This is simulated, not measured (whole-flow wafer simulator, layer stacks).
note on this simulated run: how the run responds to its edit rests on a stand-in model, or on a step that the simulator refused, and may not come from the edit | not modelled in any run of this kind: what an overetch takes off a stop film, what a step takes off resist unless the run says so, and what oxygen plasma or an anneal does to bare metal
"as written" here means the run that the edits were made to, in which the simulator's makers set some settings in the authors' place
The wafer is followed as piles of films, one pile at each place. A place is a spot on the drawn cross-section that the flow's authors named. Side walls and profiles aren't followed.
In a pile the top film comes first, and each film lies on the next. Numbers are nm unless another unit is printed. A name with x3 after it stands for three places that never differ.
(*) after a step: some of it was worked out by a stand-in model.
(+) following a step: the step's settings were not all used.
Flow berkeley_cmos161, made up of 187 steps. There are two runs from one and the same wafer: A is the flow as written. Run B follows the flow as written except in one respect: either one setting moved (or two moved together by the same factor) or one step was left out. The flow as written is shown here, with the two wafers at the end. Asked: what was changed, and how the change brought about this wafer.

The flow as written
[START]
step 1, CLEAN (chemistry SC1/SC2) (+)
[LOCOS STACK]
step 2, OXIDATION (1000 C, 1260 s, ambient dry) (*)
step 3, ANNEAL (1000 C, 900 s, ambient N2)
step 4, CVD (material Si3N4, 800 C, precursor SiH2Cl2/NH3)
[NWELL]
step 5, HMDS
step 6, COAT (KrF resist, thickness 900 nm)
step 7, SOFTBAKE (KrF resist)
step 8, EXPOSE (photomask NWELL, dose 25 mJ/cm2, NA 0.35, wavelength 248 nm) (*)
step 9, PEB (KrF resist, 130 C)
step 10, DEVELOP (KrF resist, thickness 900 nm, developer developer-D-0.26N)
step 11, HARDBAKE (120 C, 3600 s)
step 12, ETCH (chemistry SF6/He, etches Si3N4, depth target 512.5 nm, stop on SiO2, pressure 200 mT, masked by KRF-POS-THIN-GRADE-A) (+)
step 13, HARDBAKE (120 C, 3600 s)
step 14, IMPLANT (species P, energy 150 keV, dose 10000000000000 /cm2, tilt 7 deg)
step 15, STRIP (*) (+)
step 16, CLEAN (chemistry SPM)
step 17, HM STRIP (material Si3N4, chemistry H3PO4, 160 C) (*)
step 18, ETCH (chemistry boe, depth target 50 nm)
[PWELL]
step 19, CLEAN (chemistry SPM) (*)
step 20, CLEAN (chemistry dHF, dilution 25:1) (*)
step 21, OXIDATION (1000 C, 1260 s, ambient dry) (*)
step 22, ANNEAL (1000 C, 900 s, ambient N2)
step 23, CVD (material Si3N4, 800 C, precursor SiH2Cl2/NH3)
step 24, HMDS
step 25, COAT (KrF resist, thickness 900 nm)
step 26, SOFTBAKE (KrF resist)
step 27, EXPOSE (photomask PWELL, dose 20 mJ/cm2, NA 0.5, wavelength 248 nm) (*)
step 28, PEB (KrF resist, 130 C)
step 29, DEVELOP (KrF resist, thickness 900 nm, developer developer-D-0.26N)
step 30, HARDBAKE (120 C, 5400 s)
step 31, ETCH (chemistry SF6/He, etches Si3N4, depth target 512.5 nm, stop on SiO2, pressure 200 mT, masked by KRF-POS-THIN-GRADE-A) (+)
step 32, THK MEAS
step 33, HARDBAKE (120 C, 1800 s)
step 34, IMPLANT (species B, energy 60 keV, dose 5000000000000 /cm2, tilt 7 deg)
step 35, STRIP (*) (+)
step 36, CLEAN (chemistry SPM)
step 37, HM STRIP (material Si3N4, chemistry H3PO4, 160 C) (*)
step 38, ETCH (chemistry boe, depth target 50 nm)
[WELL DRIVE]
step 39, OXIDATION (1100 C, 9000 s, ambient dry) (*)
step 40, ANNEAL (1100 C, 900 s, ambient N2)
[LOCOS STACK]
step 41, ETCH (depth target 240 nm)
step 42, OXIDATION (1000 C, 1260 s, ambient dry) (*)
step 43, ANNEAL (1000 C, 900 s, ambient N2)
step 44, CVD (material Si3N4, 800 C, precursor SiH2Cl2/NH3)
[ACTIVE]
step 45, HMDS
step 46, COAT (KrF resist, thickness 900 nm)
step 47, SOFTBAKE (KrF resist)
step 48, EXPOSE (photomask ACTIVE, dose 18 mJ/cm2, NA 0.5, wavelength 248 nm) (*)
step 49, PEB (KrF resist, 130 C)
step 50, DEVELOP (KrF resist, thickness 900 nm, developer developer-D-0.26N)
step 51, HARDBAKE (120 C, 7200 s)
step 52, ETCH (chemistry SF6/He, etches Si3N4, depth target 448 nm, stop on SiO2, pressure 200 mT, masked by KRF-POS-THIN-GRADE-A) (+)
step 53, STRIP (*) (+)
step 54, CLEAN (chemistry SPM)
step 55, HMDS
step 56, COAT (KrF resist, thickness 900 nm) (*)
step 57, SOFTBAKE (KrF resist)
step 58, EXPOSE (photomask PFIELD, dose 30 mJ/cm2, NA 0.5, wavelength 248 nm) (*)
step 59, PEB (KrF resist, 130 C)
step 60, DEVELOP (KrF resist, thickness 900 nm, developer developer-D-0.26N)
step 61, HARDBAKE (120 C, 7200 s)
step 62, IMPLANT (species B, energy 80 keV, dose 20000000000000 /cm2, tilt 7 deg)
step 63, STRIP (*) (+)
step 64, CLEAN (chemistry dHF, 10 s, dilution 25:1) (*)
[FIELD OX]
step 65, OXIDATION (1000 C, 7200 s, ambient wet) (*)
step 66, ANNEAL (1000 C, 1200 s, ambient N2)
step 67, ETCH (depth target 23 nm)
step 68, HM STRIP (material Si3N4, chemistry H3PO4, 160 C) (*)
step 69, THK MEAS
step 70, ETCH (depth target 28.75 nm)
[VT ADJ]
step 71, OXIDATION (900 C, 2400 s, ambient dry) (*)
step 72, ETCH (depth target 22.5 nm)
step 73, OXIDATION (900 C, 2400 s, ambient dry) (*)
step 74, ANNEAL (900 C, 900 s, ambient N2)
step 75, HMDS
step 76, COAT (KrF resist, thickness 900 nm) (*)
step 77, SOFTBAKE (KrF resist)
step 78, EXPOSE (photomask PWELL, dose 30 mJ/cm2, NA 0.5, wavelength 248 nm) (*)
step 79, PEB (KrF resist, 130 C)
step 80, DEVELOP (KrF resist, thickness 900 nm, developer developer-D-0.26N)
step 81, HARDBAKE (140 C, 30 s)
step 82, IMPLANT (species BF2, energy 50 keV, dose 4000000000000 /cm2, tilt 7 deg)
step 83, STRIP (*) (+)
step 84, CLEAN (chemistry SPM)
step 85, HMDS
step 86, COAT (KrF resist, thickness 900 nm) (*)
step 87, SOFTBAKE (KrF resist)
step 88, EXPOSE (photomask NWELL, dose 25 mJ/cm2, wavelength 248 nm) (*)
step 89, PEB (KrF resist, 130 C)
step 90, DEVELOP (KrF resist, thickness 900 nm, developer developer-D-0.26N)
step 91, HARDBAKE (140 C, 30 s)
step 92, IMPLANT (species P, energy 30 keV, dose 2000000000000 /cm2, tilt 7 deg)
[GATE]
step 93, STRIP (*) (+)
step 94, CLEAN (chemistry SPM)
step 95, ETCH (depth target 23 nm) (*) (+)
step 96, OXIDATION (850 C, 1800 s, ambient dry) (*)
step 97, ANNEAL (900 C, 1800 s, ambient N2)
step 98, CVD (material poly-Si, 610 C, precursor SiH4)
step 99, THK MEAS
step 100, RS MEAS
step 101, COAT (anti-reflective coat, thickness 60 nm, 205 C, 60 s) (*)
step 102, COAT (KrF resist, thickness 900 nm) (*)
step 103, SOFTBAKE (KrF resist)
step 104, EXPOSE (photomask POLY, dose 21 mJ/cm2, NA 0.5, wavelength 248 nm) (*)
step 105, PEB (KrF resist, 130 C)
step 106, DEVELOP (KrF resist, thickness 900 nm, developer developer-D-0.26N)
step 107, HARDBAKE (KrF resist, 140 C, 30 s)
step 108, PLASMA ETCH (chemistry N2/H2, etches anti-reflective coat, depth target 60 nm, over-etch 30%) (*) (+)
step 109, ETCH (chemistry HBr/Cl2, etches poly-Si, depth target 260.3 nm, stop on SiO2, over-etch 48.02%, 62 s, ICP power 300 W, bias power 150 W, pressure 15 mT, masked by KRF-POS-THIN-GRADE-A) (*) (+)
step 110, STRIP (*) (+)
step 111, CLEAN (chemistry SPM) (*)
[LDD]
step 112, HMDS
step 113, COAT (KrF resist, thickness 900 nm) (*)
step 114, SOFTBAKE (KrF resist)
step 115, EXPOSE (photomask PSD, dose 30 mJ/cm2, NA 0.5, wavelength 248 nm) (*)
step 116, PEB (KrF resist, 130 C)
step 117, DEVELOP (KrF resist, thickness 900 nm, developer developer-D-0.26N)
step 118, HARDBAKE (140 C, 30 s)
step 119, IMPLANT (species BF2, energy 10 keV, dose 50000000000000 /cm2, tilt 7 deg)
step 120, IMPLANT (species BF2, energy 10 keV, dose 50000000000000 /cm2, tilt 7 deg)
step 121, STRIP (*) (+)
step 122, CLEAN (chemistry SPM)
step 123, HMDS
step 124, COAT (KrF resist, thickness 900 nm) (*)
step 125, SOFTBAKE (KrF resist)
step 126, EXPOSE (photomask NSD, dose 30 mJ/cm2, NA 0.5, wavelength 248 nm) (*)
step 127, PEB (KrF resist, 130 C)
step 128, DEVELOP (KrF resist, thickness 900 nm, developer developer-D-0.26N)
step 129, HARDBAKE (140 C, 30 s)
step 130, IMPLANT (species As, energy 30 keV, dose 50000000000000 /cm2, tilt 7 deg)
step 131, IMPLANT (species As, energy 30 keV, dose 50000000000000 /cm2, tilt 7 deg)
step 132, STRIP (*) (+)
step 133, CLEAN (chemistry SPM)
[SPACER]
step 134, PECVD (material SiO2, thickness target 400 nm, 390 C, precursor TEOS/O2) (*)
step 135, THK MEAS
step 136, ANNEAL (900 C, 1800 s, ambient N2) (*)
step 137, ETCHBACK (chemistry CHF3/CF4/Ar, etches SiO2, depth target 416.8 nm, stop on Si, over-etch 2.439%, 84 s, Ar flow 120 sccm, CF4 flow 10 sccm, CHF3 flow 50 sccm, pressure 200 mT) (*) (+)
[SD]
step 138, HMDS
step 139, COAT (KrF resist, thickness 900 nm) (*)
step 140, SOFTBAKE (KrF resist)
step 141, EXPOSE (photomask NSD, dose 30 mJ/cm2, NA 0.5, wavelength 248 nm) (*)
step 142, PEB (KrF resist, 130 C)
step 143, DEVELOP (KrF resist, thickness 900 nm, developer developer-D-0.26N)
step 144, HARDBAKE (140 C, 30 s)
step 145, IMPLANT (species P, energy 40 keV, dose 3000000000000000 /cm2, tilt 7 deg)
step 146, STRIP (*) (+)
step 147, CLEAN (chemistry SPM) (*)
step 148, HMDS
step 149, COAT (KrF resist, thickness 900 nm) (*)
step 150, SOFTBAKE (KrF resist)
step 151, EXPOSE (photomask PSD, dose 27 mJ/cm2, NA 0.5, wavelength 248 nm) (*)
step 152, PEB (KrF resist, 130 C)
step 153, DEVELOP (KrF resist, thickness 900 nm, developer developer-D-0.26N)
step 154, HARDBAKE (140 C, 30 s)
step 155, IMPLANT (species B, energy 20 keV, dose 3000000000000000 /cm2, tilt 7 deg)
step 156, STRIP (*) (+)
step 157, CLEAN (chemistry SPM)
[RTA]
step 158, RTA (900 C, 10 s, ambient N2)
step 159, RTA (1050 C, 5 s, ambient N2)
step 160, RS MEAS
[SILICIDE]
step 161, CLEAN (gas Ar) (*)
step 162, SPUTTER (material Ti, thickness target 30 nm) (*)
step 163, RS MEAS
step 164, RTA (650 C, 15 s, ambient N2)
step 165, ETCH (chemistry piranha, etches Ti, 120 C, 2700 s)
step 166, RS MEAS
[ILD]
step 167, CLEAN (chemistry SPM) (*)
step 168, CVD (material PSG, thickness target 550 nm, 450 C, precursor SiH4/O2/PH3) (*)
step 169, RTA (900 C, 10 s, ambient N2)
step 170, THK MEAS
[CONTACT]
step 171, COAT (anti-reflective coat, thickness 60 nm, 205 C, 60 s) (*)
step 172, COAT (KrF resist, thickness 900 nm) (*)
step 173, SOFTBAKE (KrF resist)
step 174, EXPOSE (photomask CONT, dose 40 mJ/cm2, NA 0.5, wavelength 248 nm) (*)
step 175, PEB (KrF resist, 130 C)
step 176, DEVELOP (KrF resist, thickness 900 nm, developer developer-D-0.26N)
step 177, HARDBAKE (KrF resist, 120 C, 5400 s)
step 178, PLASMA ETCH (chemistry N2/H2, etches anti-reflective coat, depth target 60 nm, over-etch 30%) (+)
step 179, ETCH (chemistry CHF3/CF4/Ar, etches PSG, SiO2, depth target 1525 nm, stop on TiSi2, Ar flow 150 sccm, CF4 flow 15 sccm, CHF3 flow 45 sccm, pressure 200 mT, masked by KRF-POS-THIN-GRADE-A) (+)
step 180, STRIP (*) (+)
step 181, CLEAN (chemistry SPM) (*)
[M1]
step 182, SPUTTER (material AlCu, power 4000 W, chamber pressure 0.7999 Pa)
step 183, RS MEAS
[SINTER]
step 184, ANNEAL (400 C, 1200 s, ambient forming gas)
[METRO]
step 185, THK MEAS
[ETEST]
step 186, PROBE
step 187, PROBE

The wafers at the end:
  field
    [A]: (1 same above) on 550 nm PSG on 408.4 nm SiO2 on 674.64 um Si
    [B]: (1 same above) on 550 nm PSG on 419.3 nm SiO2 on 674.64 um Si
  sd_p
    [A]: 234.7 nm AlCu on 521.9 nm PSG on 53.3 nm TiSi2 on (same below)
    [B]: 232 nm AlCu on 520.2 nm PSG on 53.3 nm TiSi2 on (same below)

Cause: step 67, ETCH: depth target 12 nm was run, whereas the flow has depth target 23 nm.

How this came from the change, step by step:
  step 67, ETCH (depth target 23 nm)
      field: A SiO2 loses 23 | B SiO2 loses 12
  step 101, COAT (anti-reflective coat, thickness 60 nm, 205 C, 60 s) (*)
      sd_n: A anti-reflective coat gains 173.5 (new film) | B anti-reflective coat gains 182.3 (new film)
      spacer_n: A anti-reflective coat gains 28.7 (new film) | B anti-reflective coat gains 26.7 (new film)
      (also at 4 further places)
  step 108, PLASMA ETCH (chemistry N2/H2, etches anti-reflective coat, depth target 60 nm, over-etch 30%) (*) (+)
      sd_n: A anti-reflective coat loses 173.5 (all of it), poly-Si loses 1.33 | B anti-reflective coat loses 182.3 (all of it), poly-Si loses 1.4
      spacer_n: A anti-reflective coat loses 28.7 (all of it), poly-Si loses 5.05 | B anti-reflective coat loses 26.7 (all of it), poly-Si loses 5.39
      (also at 2 further places)
  step 110, STRIP (*) (+)
      gate_n: A chemical SiO2 gains 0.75 (new film), KrF resist loses 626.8 (all of it), anti-reflective coat loses 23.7 (all of it), poly-Si loses 0.33 | B chemical SiO2 gains 0.75 (new film), KrF resist loses 634 (all of it), anti-reflective coat loses 21.7 (all of it), poly-Si loses 0.33
      gate_p: A chemical SiO2 gains 0.75 (new film), KrF resist loses 598.2 (all of it), anti-reflective coat loses 27.9 (all of it), poly-Si loses 0.33 | B chemical SiO2 gains 0.75 (new film), KrF resist loses 602.5 (all of it), anti-reflective coat loses 26.9 (all of it), poly-Si loses 0.33
  step 171, COAT (anti-reflective coat, thickness 60 nm, 205 C, 60 s) (*)
      sd_n: A anti-reflective coat gains 149.7 (new film) | B anti-reflective coat gains 158.8 (new film)
      m1: A anti-reflective coat gains 97.8 (new film) | B anti-reflective coat gains 100.7 (new film)
  step 180, STRIP (*) (+)
      sd_n: A KrF resist loses 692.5 (all of it), anti-reflective coat loses 149.7 (all of it) | B KrF resist loses 690.5 (all of it), anti-reflective coat loses 158.8 (all of it)
      m1: A KrF resist loses 739.9 (all of it), anti-reflective coat loses 97.8 (all of it) | B KrF resist loses 743.7 (all of it), anti-reflective coat loses 100.7 (all of it)
